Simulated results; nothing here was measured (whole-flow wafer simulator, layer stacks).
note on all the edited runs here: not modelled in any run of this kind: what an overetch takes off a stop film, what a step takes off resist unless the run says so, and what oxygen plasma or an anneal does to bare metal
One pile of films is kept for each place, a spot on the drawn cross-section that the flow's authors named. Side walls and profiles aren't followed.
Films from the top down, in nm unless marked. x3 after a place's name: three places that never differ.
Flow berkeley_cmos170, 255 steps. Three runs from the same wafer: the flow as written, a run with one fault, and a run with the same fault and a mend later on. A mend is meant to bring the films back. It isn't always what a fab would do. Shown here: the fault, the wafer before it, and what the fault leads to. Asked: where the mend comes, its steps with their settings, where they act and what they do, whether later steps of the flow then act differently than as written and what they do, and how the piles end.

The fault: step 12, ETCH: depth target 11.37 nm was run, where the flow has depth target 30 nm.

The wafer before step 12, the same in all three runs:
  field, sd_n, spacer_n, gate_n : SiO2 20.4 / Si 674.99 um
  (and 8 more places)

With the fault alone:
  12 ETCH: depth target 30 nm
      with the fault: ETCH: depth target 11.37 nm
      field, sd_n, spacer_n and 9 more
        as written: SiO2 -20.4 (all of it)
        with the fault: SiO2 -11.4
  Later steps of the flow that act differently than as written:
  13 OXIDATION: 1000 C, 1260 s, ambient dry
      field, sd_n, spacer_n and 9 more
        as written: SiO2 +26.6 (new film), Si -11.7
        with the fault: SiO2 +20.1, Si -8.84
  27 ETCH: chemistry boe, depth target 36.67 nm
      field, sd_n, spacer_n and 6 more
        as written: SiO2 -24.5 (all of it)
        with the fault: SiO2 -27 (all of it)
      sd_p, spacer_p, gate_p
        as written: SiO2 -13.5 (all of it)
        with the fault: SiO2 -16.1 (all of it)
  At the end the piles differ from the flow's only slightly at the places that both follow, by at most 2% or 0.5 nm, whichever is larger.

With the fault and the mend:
  The mend comes after step 12.
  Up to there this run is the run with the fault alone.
  12a ETCH: depth target 18.63 nm (the flow's step 12 once more, with other settings)
      field, sd_n, spacer_n and 9 more
        SiO2 -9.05 (all of it)
  No later step of the flow acts differently than as written at any place that is followed.
  At the end the piles are the same as the flow's at every place that both follow.
